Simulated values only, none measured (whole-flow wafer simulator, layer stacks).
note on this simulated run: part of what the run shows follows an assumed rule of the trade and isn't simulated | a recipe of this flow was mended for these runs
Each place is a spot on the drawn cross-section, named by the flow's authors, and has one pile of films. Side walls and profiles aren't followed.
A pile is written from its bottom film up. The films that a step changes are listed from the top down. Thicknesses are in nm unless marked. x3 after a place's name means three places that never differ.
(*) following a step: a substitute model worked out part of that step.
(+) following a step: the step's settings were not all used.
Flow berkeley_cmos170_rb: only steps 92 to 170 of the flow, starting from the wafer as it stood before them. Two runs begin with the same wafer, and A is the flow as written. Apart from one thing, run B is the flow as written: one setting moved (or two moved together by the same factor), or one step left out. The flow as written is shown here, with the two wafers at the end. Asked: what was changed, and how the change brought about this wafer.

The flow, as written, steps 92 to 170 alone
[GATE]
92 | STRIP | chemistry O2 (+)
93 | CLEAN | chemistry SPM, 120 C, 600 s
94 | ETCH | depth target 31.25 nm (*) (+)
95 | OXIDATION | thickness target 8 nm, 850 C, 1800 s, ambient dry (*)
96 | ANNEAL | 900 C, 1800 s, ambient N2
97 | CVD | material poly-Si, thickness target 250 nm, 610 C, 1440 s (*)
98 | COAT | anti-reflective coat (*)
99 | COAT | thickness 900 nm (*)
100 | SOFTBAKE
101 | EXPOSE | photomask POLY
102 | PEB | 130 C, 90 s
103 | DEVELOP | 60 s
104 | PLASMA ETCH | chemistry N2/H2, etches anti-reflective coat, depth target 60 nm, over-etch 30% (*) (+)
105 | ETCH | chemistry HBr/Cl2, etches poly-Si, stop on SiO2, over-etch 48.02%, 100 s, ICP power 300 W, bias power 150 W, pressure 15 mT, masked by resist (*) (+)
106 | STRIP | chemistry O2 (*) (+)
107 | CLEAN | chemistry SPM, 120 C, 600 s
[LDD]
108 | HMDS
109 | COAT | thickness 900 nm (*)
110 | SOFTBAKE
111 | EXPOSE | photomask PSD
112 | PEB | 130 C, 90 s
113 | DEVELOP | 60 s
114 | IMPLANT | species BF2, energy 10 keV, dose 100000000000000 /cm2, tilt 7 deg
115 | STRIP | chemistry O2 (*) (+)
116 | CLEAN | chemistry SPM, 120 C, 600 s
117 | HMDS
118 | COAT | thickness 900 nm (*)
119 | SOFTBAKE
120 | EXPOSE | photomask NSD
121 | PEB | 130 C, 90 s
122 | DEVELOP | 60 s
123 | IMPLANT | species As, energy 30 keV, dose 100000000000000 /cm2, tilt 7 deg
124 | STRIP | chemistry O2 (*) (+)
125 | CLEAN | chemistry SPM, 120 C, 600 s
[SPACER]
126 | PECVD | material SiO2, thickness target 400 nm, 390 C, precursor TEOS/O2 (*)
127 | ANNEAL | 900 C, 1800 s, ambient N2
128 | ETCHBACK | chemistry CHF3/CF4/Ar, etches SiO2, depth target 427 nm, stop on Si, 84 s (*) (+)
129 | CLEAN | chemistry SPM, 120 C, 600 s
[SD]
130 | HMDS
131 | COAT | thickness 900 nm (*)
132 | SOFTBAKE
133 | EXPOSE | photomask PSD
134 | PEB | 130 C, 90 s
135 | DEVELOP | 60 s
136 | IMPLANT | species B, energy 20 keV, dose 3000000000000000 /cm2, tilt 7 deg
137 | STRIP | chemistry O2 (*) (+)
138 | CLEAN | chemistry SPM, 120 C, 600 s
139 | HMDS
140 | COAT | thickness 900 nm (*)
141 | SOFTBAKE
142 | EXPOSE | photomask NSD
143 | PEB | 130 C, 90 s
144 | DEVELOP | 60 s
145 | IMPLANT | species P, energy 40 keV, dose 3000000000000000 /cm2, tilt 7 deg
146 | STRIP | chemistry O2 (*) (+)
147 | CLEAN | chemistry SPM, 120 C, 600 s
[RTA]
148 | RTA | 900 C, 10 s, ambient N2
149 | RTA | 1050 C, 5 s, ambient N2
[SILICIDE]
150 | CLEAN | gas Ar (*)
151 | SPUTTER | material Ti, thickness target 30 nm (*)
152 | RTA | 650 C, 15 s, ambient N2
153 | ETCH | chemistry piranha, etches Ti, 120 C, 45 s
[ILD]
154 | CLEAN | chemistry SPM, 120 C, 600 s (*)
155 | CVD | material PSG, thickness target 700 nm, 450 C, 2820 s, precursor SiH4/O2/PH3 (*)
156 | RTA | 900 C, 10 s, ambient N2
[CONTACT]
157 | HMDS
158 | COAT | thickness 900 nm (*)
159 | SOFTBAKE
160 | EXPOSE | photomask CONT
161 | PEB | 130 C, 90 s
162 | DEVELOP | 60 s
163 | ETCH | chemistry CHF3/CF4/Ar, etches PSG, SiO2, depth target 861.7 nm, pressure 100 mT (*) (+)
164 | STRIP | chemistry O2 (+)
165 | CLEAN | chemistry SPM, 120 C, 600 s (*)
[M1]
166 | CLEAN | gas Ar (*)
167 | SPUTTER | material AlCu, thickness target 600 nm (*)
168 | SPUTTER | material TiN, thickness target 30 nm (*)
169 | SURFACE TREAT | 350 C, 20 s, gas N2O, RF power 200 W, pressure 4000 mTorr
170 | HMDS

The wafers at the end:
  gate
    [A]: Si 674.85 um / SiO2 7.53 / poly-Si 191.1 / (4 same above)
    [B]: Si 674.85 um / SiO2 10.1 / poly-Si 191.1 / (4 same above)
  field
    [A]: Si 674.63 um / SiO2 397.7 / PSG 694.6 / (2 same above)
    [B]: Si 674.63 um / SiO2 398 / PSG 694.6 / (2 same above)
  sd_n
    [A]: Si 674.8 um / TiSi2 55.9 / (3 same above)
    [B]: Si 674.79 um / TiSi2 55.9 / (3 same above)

Cause: step 95, OXIDATION: thickness target 12.8 nm was run, though the flow has thickness target 8 nm; step 95, OXIDATION: 2880 s was run, where the flow has 1800 s.

Step by step, how the change led to this:
  95 | OXIDATION | thickness target 8 nm, 850 C, 1800 s, ambient dry (*)
      sd_n, spacer_n, gate, sd_p, spacer_p, gate_p, contact, m1: A SiO2 gains 7.53 (new film), Si loses 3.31 | B SiO2 gains 10.1 (new film), Si loses 4.43
